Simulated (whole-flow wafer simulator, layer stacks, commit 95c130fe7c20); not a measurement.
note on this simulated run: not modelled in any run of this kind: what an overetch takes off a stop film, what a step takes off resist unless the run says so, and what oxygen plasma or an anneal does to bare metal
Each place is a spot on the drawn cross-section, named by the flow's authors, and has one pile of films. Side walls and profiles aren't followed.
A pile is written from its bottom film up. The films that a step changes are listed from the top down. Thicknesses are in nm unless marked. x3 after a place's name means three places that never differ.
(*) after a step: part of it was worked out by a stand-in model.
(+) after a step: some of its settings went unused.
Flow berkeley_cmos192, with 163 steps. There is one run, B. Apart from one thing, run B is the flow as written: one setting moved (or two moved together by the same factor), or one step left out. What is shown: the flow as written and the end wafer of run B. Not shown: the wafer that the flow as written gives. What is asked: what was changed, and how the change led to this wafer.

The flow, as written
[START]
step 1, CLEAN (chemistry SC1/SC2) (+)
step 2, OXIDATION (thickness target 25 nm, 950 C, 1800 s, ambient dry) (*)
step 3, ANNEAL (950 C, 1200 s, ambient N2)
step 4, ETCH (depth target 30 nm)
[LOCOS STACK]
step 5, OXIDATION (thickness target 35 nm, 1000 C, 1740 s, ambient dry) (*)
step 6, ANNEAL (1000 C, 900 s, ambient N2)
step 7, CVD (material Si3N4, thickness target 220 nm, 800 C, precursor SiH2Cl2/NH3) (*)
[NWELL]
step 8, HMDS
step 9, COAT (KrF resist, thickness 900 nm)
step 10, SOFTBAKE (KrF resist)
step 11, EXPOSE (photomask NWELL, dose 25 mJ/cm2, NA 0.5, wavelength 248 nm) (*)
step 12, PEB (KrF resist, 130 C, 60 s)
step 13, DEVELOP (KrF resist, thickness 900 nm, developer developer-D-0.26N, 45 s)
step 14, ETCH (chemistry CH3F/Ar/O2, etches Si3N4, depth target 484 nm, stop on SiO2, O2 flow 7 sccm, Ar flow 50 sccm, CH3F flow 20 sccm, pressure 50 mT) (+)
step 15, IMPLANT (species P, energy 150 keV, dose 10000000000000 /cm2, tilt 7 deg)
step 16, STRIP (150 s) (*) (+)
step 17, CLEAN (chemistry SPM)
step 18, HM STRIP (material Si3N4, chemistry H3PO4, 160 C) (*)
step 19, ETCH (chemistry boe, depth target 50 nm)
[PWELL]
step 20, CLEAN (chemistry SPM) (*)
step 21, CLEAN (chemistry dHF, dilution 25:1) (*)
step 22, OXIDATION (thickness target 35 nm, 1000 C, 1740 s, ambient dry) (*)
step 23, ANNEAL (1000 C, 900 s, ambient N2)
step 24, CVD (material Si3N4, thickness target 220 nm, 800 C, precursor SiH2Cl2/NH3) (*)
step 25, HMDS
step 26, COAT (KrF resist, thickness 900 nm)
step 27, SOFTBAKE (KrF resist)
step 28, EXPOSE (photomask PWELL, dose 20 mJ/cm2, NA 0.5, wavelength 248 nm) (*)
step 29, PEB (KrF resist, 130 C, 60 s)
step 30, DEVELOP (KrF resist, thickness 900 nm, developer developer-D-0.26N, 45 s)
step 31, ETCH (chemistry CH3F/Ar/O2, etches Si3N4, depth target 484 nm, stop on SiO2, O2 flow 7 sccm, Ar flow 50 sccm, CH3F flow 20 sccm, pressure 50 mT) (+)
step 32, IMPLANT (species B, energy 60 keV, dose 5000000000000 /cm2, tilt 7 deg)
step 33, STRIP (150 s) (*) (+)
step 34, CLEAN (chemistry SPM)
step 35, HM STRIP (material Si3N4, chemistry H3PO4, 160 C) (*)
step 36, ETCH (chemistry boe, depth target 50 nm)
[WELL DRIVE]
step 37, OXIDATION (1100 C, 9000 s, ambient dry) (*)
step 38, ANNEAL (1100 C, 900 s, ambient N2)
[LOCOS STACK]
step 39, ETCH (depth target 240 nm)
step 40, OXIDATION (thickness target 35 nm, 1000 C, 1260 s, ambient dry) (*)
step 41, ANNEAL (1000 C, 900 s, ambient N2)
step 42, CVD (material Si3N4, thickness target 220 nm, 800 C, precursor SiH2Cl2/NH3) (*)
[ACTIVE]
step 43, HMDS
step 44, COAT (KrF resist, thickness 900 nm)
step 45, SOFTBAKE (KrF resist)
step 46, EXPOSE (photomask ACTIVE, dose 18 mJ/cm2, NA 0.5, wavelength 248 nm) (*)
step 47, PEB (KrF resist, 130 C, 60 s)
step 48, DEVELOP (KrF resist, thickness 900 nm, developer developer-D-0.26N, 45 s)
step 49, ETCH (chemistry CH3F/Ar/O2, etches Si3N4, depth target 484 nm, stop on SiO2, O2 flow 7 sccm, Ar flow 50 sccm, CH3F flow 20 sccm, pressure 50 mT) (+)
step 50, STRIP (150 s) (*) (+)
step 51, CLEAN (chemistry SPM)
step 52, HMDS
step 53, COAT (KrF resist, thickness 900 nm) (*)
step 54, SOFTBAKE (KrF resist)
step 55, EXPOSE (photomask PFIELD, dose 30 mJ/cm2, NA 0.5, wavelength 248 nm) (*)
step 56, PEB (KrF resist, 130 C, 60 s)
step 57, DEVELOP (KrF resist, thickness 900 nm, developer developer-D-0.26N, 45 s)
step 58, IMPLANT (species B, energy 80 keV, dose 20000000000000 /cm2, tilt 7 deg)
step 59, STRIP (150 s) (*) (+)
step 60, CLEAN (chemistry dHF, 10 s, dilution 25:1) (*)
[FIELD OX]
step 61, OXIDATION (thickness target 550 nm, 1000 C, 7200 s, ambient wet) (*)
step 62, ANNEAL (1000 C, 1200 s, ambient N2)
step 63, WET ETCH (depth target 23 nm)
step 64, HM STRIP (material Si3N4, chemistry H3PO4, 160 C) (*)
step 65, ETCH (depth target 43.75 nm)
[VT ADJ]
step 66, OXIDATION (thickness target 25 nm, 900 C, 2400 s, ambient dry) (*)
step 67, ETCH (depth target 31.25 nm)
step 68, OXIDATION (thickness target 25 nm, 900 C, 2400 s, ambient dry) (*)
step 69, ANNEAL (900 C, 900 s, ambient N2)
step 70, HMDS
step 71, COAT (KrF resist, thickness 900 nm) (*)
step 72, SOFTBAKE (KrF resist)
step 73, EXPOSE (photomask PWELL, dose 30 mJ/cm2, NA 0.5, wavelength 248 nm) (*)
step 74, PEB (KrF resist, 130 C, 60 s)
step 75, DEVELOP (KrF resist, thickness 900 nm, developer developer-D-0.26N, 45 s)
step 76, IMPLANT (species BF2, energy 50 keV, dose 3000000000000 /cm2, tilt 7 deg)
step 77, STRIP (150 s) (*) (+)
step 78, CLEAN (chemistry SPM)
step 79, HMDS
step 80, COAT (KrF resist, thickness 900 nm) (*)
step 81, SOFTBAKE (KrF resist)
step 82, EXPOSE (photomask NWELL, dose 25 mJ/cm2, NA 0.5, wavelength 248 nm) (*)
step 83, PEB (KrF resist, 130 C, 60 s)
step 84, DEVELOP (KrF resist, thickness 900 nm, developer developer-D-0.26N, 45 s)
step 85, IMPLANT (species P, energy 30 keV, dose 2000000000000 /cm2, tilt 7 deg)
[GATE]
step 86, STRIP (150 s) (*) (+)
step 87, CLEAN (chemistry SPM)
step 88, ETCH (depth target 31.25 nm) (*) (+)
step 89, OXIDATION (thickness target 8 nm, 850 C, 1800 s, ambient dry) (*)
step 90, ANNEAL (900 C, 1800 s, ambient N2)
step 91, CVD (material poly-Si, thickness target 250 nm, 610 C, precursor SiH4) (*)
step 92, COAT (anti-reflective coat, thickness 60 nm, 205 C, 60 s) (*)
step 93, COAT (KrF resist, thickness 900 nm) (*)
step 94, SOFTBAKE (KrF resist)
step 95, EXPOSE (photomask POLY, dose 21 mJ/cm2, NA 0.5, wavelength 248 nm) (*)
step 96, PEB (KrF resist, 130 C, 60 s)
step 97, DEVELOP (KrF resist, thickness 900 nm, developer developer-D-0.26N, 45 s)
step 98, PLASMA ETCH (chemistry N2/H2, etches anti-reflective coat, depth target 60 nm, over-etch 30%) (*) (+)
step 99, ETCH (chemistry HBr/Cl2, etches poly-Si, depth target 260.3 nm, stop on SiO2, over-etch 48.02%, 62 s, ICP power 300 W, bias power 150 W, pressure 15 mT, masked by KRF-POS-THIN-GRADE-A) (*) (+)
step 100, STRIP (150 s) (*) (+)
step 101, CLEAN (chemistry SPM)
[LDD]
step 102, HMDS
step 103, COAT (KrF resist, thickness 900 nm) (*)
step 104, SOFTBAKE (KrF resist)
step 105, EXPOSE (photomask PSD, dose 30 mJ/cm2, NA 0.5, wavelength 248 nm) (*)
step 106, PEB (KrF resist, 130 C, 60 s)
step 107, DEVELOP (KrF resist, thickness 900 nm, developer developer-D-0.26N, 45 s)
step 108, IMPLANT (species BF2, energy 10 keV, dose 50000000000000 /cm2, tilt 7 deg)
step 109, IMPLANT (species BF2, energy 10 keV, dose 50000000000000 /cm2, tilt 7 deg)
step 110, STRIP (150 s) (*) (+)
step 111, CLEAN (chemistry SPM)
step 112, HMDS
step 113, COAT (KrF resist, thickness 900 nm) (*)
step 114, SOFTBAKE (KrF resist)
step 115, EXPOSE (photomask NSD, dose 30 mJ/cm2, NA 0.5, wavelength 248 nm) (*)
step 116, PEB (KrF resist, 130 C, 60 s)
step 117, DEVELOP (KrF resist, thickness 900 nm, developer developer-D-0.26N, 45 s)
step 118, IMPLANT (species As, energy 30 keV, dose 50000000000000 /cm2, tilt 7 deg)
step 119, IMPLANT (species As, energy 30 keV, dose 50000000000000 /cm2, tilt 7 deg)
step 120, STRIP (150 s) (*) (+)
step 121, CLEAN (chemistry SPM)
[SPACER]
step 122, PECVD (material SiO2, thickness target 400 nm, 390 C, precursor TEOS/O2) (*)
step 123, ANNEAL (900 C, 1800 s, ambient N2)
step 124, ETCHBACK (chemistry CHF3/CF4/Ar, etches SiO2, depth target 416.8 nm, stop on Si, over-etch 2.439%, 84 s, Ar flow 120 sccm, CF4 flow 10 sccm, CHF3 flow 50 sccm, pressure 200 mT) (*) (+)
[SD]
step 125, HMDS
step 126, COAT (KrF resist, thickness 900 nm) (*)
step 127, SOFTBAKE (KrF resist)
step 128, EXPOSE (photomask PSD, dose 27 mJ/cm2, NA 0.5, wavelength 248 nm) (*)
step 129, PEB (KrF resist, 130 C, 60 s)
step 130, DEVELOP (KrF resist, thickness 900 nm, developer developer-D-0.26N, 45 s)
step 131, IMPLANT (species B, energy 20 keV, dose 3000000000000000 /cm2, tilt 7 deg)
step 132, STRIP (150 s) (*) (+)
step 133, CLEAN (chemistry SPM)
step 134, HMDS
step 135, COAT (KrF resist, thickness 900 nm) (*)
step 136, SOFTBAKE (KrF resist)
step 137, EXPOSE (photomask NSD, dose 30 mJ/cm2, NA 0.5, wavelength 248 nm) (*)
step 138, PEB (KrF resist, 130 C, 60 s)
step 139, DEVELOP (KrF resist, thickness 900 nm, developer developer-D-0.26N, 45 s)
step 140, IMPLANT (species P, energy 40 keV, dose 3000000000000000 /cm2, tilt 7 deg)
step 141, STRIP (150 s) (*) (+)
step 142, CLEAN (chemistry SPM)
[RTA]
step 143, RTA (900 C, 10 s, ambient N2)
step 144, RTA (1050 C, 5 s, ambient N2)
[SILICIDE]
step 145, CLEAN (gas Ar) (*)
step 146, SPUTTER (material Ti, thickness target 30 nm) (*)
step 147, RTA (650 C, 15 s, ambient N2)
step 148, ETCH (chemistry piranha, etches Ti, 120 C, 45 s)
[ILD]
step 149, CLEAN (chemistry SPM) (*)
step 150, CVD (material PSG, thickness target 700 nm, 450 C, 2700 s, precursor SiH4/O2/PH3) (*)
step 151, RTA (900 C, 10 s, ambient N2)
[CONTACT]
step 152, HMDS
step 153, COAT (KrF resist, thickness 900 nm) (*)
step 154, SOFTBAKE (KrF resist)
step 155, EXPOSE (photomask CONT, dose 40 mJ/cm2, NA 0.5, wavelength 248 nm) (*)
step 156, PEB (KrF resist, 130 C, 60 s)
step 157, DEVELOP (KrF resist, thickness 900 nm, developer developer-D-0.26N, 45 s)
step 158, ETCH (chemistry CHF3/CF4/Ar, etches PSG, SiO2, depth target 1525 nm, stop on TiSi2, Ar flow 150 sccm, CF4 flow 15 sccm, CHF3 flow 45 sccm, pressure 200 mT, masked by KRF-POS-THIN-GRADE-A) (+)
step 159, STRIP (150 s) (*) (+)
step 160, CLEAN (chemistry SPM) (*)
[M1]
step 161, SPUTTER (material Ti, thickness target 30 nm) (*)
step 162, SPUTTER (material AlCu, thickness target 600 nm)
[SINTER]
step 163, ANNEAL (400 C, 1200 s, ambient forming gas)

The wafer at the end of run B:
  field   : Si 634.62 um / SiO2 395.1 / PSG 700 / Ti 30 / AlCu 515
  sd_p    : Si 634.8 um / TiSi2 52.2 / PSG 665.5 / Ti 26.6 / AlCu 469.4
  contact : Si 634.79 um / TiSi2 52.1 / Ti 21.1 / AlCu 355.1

The reason: step 162, SPUTTER: thickness target 515 nm was run, whereas the flow has thickness target 600 nm.
One can read it off the wafer: field has AlCu 515, and step 162 as written asks for 600 nm.

The path from the change to this, step by step:
  step 162, SPUTTER (material AlCu, thickness target 600 nm)
      field, sd_n, spacer_n, gate, spacer_p, gate_p, m1: +515 AlCu (new film) (it would be, as written: +600 AlCu (new film))
      sd_p: +469.4 AlCu (new film) (it would be, as written: +551.2 AlCu (new film))
      (and at 1 other place as well)
